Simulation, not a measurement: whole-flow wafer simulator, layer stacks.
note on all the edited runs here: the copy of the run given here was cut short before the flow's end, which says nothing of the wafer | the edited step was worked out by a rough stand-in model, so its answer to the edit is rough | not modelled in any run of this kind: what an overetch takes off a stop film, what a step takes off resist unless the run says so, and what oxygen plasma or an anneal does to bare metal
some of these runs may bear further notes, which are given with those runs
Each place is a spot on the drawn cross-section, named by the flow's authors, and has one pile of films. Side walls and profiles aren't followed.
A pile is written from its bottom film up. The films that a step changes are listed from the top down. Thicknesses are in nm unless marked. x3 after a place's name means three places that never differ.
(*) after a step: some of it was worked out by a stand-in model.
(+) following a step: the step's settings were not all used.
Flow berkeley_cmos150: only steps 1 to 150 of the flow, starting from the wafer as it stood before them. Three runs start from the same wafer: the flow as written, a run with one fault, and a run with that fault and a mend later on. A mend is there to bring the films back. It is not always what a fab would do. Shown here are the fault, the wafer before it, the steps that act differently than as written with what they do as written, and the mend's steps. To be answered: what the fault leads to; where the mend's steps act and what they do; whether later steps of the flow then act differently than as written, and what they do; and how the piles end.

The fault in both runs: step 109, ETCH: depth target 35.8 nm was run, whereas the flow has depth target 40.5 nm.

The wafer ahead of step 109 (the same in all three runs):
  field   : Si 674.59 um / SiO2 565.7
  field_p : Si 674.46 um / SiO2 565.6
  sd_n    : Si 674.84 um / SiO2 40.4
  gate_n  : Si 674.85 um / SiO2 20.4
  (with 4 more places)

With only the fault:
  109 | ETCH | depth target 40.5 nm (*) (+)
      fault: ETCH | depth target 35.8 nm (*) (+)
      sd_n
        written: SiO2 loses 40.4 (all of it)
        fault: SiO2 loses 35.8
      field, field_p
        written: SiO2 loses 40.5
        fault: SiO2 loses 35.8
  Steps later in the flow that act otherwise than as written (16 more steps, not shown, differ only slightly: by at most 2% or 0.5 nm, whichever is larger):
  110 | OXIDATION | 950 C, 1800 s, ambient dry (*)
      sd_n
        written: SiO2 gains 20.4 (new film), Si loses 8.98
        fault: SiO2 gains 17.6, Si loses 7.74
  The piles end different from the flow's at sd_n by more than 2% or 0.5 nm, whichever is larger.
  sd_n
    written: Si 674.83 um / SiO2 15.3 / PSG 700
    fault: Si 674.83 um / SiO2 17.1 / PSG 700

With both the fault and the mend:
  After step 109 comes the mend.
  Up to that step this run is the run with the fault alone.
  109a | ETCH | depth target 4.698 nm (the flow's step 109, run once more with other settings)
      field, field_p
        SiO2 loses 4.7
      sd_n
        SiO2 loses 4.64 (all of it)
  Every later step of the flow that is run acts as written, at every place that is followed, to within 2% or 0.5 nm, whichever is larger.
  At every place that both follow, the piles at the end match the flow's.
